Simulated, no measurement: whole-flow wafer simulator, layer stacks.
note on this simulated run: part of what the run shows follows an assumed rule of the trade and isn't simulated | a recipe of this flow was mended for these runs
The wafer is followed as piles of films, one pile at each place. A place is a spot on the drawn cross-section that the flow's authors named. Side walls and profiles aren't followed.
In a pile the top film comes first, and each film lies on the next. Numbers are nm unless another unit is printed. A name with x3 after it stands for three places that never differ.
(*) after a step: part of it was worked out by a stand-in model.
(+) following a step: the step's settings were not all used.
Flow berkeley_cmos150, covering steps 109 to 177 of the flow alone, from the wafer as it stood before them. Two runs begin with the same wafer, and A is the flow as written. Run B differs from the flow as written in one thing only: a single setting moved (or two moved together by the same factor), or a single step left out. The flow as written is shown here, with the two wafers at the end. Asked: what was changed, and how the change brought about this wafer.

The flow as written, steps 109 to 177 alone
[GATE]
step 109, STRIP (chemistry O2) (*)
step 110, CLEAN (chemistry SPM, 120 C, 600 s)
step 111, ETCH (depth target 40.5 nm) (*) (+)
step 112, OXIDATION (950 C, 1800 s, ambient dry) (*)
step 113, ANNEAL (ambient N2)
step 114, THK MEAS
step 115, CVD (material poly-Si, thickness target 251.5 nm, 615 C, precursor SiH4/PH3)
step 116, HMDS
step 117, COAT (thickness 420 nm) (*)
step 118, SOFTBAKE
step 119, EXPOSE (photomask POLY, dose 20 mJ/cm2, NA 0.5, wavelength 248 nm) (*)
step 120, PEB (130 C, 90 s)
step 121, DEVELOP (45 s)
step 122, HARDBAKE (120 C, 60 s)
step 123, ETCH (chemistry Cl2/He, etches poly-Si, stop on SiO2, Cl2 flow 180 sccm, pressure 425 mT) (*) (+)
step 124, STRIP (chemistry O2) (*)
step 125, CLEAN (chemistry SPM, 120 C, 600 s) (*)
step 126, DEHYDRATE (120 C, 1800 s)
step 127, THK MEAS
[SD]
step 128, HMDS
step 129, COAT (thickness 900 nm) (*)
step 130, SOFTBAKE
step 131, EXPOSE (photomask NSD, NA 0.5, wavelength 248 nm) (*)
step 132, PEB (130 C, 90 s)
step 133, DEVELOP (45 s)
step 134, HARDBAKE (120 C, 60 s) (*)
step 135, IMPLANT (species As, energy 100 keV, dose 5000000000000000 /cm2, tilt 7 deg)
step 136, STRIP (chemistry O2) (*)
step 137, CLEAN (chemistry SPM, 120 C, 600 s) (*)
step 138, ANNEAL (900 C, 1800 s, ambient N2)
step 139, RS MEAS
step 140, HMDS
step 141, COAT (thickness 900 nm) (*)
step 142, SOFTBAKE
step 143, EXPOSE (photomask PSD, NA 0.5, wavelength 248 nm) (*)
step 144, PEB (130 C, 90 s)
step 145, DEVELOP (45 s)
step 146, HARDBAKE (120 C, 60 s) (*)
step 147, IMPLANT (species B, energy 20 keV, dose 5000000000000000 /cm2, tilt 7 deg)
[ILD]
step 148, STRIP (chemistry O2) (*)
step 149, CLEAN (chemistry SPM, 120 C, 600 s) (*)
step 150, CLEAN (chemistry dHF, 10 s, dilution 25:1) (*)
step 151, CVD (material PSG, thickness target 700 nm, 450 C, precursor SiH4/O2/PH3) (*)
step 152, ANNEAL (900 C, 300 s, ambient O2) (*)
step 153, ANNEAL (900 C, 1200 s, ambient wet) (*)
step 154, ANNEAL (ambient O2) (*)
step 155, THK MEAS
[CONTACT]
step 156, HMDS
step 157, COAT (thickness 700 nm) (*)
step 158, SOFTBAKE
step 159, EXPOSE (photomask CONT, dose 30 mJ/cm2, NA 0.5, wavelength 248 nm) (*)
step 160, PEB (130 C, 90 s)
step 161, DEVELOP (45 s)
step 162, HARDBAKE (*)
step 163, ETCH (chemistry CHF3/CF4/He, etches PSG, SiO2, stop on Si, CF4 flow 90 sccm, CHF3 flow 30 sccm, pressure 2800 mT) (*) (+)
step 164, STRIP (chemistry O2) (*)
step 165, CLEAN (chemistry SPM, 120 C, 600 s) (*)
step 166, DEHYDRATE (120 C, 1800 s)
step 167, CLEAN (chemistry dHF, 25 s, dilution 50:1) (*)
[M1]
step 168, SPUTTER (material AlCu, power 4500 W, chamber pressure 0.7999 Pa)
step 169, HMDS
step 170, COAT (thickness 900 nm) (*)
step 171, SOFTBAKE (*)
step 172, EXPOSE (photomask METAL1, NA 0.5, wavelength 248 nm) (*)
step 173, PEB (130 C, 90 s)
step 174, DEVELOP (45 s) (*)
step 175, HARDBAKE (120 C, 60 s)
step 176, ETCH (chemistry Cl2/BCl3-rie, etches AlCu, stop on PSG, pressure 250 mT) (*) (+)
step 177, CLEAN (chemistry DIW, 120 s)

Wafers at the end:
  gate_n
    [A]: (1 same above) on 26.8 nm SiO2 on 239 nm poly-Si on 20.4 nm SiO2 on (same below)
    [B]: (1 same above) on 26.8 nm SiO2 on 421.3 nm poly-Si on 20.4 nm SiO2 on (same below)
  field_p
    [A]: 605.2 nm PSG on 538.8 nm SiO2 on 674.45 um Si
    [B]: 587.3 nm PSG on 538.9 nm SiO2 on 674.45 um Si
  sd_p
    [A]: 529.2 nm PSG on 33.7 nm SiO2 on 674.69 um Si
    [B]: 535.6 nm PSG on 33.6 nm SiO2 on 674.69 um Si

What caused this: step 115, CVD: thickness target 433.8 nm was run, while the flow as written has thickness target 251.5 nm.

How this came from the change, step by step:
  step 115, CVD (material poly-Si, thickness target 251.5 nm, 615 C, precursor SiH4/PH3)
      field, field_p, sd_n, gate_n, sd_p, gate_p, contact, m1: A poly-Si gains 251.5 (new film) | B poly-Si gains 433.8 (new film)
  step 123, ETCH (chemistry Cl2/He, etches poly-Si, stop on SiO2, Cl2 flow 180 sccm, pressure 425 mT) (*) (+)
      field, field_p, sd_n, sd_p, contact, m1: A poly-Si loses 251.5 (all of it), SiO2 loses 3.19 | B poly-Si loses 433.8 (all of it), SiO2 loses 3.19
      gate_n, gate_p: A KrF-resist loses 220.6 | B KrF-resist loses 350.8
  step 124, STRIP (chemistry O2) (*)
      gate_n: A chemical SiO2 gains 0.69 (new film), KrF-resist loses 176.1 (all of it), poly-Si loses 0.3 | B chemical SiO2 gains 0.73 (new film), KrF-resist loses 47.1 (all of it), poly-Si loses 0.32
      gate_p: A chemical SiO2 gains 0.69 (new film), KrF-resist loses 213.2 (all of it), poly-Si loses 0.3 | B chemical SiO2 gains 0.73 (new film), KrF-resist loses 84.1 (all of it), poly-Si loses 0.32
  step 129, COAT (thickness 900 nm) (*)
      gate_n: A thick-KrF-resist gains 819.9 (new film) | B thick-KrF-resist gains 692.7 (new film)
      gate_p: A thick-KrF-resist gains 888.9 (new film) | B thick-KrF-resist gains 759.3 (new film)
  step 133, DEVELOP (45 s)
      gate_n: A thick-KrF-resist loses 818.1 (all of it) | B thick-KrF-resist loses 691.1 (all of it)
  step 136, STRIP (chemistry O2) (*)
      gate_p: A thick-KrF-resist loses 873.6 (all of it), chemical SiO2 gains 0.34, poly-Si loses 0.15 | B thick-KrF-resist loses 744.3 (all of it), chemical SiO2 gains 0.35, poly-Si loses 0.15
  step 141, COAT (thickness 900 nm) (*)
      gate_n: A thick-KrF-resist gains 819.7 (new film) | B thick-KrF-resist gains 691.7 (new film)
      gate_p: A thick-KrF-resist gains 888.8 (new film) | B thick-KrF-resist gains 759 (new film)
  step 145, DEVELOP (45 s)
      gate_p: A thick-KrF-resist loses 886.7 (all of it) | B thick-KrF-resist loses 757.2 (all of it)
  step 148, STRIP (chemistry O2) (*)
      gate_n: A thick-KrF-resist loses 804.5 (all of it), chemical SiO2 gains 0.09, poly-Si loses 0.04 | B thick-KrF-resist loses 676.9 (all of it), chemical SiO2 gains 0.09, poly-Si loses 0.04
  step 151, CVD (material PSG, thickness target 700 nm, 450 C, precursor SiH4/O2/PH3) (*)
      field_p: A PSG gains 700 (new film) | B PSG gains 683.5 (new film)
  step 153, ANNEAL (900 C, 1200 s, ambient wet) (*)
      field_p: A PSG loses 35, SiO2 gains 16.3, Si loses 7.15 | B PSG loses 34.2, SiO2 gains 16.4, Si loses 7.22
  step 157, COAT (thickness 700 nm) (*)
      field_p: A KrF-resist gains 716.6 (new film) | B KrF-resist gains 751.1 (new film)
      gate_n: A KrF-resist gains 650.5 (new film) | B KrF-resist gains 573.6 (new film)
      (as well as at 2 more places)
  step 164, STRIP (chemistry O2) (*)
      field_p: A KrF-resist loses 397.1 (all of it) | B KrF-resist loses 431.6 (all of it)
      gate_n: A KrF-resist loses 331.2 (all of it) | B KrF-resist loses 254.5 (all of it)
      (as well as at 2 more places)
  step 168, SPUTTER (material AlCu, power 4500 W, chamber pressure 0.7999 Pa)
      field_p: A AlCu gains 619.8 (new film) | B AlCu gains 602.2 (new film)
      sd_p: A AlCu gains 471.4 (new film) | B AlCu gains 482.5 (new film)
  step 170, COAT (thickness 900 nm) (*)
      field_p: A thick-KrF-resist gains 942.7 (new film) | B thick-KrF-resist gains 989.8 (new film)
      sd_n: A thick-KrF-resist gains 1135.4 (new film) | B thick-KrF-resist gains 1186.1 (new film)
      (as well as at 2 more places)
  step 174, DEVELOP (45 s) (*)
      field_p: A thick-KrF-resist loses 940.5 (all of it), AlCu loses 10 | B thick-KrF-resist loses 987.5 (all of it), AlCu loses 10
      sd_n: A thick-KrF-resist loses 1132.6 (all of it), AlCu loses 10 | B thick-KrF-resist loses 1183.1 (all of it), AlCu loses 10
      (as well as at 2 more places)
  step 176, ETCH (chemistry Cl2/BCl3-rie, etches AlCu, stop on PSG, pressure 250 mT) (*) (+)
      field_p: A AlCu loses 609.8 (all of it), PSG loses 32 | B AlCu loses 592.2 (all of it), PSG loses 34.2
      sd_p: A AlCu loses 461.4 (all of it), PSG loses 50.6 | B AlCu loses 472.5 (all of it), PSG loses 49.2
